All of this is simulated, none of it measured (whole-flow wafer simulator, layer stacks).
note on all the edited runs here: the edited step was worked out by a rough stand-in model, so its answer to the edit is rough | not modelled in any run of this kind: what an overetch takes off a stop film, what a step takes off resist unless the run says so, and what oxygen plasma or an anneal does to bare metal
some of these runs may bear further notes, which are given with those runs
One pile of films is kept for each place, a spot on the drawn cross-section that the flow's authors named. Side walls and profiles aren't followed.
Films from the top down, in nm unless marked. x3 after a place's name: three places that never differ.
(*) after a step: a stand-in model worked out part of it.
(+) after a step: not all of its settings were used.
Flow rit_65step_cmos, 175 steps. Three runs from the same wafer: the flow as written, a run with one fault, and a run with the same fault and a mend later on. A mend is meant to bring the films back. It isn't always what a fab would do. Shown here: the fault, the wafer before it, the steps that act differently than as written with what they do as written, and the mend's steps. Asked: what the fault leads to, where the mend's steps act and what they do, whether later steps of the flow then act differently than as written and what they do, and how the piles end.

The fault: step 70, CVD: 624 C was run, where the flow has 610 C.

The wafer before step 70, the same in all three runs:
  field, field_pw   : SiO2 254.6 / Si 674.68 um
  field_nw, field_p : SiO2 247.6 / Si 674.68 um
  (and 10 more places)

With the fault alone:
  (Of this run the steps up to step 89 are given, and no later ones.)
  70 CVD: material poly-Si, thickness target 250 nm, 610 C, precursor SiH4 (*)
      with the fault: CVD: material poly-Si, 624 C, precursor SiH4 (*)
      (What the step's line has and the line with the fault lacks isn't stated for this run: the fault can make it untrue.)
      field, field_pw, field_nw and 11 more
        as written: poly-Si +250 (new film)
        with the fault: poly-Si +319.7 (new film)
  Later steps of the flow that act differently than as written (3 more steps differ only slightly, by at most 2% or 0.5 nm, whichever is larger, and aren't shown):
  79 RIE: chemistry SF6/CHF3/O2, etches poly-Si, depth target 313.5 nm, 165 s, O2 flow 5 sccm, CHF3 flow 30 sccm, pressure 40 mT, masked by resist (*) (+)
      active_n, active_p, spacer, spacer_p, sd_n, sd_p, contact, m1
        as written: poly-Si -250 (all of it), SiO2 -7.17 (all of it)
        with the fault: poly-Si -313.5
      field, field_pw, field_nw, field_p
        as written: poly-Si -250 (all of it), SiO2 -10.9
        with the fault: poly-Si -313.5
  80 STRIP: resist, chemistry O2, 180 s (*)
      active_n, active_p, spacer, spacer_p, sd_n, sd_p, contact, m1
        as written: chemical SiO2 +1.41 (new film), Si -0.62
        with the fault: chemical SiO2 +1.41 (new film), poly-Si -0.62
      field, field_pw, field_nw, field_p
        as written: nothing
        with the fault: chemical SiO2 +1.41 (new film), poly-Si -0.62
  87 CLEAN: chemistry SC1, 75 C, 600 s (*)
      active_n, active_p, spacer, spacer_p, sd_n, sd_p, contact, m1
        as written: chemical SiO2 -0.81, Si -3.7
        with the fault: chemical SiO2 -0.81, poly-Si -3.7
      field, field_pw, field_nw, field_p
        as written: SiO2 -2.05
        with the fault: chemical SiO2 -0.81, poly-Si -3.7
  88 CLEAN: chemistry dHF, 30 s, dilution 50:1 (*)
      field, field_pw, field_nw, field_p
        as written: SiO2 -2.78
        with the fault: chemical SiO2 -0.6 (all of it)
  After step 89 the piles differ from the flow's by more than 2% or 0.5 nm, whichever is larger, at field, field_pw, field_nw and 11 more.
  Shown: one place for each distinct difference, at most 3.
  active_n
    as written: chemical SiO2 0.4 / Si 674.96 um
    with the fault: chemical SiO2 0.4 / poly-Si 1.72 / SiO2 7.17 / Si 674.97 um
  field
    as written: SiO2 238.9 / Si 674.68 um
    with the fault: chemical SiO2 0.4 / poly-Si 1.72 / SiO2 254.6 / Si 674.68 um
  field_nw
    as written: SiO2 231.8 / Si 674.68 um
    with the fault: chemical SiO2 0.4 / poly-Si 1.72 / SiO2 247.6 / Si 674.68 um

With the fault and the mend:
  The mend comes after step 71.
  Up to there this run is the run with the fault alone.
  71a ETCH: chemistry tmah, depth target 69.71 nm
      field, field_pw, field_nw and 11 more
        poly-Si -69.7
  No later step of the flow acts differently than as written, at any place that is followed, by more than 2% or 0.5 nm, whichever is larger.
  At the end the piles are the same as the flow's at every place that both follow.
